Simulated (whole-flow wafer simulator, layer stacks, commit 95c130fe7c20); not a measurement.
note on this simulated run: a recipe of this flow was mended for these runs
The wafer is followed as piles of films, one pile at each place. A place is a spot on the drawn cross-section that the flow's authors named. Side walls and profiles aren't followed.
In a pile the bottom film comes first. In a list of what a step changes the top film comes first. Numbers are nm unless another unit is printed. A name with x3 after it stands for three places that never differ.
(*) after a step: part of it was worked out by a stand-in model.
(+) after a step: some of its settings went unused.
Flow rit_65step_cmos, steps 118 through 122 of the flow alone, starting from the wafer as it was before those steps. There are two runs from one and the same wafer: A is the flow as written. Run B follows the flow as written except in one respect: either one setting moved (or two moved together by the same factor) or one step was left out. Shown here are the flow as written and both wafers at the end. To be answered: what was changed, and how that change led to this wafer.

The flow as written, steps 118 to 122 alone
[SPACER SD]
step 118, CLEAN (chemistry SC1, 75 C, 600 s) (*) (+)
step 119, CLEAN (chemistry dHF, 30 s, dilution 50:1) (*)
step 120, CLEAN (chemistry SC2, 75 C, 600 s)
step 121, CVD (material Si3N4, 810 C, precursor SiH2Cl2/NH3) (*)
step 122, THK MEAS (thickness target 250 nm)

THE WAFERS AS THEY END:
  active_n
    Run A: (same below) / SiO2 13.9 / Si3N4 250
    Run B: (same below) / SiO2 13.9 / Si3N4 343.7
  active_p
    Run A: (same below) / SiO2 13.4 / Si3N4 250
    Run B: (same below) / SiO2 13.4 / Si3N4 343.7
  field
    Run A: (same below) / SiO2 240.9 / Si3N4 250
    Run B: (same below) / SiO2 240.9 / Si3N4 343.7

What caused this: step 121, CVD: 841 C was run, whereas the flow has 810 C.

The path from the change to this, step by step:
  step 121, CVD (material Si3N4, 810 C, precursor SiH2Cl2/NH3) (*)
      field, field_pw, field_nw and 11 more: A Si3N4 gains 250 (new film) | B Si3N4 gains 343.7 (new film)
